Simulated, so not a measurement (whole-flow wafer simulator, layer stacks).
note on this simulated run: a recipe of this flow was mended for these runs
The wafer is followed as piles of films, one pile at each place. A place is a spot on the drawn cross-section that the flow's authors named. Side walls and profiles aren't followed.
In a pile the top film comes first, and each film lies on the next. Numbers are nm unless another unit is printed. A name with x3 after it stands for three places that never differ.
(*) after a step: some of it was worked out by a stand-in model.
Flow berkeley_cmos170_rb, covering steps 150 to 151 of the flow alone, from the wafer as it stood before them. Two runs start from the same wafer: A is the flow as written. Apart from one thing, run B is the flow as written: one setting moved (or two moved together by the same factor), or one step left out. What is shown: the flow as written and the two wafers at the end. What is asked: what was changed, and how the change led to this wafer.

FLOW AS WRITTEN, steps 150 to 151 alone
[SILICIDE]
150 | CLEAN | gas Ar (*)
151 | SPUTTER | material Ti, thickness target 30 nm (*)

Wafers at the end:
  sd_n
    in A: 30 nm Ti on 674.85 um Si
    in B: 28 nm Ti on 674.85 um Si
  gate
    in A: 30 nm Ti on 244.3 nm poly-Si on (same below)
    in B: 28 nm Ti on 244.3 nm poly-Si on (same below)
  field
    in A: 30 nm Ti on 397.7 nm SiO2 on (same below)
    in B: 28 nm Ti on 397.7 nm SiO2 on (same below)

Cause: step 151, SPUTTER: thickness target 28 nm was run, while the flow as written has thickness target 30 nm.
The wafer lets one read it off: sd_n has Ti 28, and step 151 as written asks for 30 nm.

Step by step, how the change led to this:
  151 | SPUTTER | material Ti, thickness target 30 nm (*)
      field, sd_n, spacer_n, gate, spacer_p, gate_p, contact, m1: A +30 Ti (new film) | B +28 Ti (new film)
      sd_p: A +27.9 Ti (new film) | B +26 Ti (new film)
